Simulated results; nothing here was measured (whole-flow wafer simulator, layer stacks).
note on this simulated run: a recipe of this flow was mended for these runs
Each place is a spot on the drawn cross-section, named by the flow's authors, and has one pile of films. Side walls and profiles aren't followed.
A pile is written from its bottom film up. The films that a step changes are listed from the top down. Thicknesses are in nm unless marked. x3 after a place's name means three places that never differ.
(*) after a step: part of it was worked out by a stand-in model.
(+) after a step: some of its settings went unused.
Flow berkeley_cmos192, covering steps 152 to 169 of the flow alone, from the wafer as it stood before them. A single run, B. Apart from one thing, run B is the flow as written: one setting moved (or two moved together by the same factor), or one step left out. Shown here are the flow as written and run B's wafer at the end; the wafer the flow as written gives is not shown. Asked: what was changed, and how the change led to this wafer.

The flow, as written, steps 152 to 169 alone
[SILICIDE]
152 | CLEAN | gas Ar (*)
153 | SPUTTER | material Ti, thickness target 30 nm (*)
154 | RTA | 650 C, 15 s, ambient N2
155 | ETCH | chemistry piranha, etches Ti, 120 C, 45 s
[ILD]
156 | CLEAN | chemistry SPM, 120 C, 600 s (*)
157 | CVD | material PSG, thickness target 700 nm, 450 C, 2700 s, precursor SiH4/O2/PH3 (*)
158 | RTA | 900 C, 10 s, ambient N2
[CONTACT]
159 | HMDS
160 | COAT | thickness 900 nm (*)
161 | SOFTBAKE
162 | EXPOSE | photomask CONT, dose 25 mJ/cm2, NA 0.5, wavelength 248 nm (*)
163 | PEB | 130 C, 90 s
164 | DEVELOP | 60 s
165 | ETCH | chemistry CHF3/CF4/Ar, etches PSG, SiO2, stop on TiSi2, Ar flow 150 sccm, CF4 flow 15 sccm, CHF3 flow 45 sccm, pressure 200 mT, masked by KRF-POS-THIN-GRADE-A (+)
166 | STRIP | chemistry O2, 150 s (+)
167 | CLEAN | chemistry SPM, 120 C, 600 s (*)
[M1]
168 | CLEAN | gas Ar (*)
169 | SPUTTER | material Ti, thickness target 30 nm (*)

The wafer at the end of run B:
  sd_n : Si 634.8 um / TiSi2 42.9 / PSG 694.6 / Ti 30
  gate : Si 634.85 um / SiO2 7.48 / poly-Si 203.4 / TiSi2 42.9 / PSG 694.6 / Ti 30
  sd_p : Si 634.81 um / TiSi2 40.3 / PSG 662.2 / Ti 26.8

The reason: step 153, SPUTTER: thickness target 23 nm was run, though the flow has thickness target 30 nm.

How this came from the change, step by step:
  153 | SPUTTER | material Ti, thickness target 30 nm (*)
      field, sd_n, spacer_n, gate, spacer_p, gate_p, contact, m1: +23 Ti (new film) (in the flow as written it would be: +30 Ti (new film))
      sd_p: +21.6 Ti (new film) (in the flow as written it would be: +28.2 Ti (new film))
  154 | RTA | 650 C, 15 s, ambient N2
      sd_n, contact, m1: -17.9 Ti, +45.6 TiSi2 C49 (new film), -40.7 Si (in the flow as written it would be: -23.4 Ti, +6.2 TiSi first (new film), +50.3 TiSi2 C49 (new film), -49 Si)
      gate, gate_p: -17.9 Ti, +45.6 TiSi2 C49 (new film), -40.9 poly-Si (in the flow as written it would be: -23.4 Ti, +6.2 TiSi first (new film), +50.3 TiSi2 C49 (new film), -49.2 poly-Si)
      (also at 1 further place)
  155 | ETCH | chemistry piranha, etches Ti, 120 C, 45 s
      sd_n, gate, gate_p, contact, m1: -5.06 Ti (all of it), -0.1 TiSi2 C49 (in the flow as written it would be: -6.6 Ti (all of it), -0.1 TiSi first)
      sd_p: -4.76 Ti (all of it), -0.1 TiSi2 C49 (in the flow as written it would be: -6.21 Ti (all of it), -0.1 TiSi first)
      (also at 3 further places)
  158 | RTA | 900 C, 10 s, ambient N2
      sd_n, contact, m1: under 1 film: +42.9 TiSi2 (new film), -45.5 TiSi2 C49 (all of it) (in the flow as written it would be: under 1 film: +55.9 TiSi2 (new film), -6.09 TiSi first (all of it), -50.3 TiSi2 C49 (all of it), -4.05 Si)
      gate, gate_p: under 1 film: +42.9 TiSi2 (new film), -45.5 TiSi2 C49 (all of it) (in the flow as written it would be: under 1 film: +55.9 TiSi2 (new film), -6.09 TiSi first (all of it), -50.3 TiSi2 C49 (all of it), -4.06 poly-Si)
      (also at 1 further place)
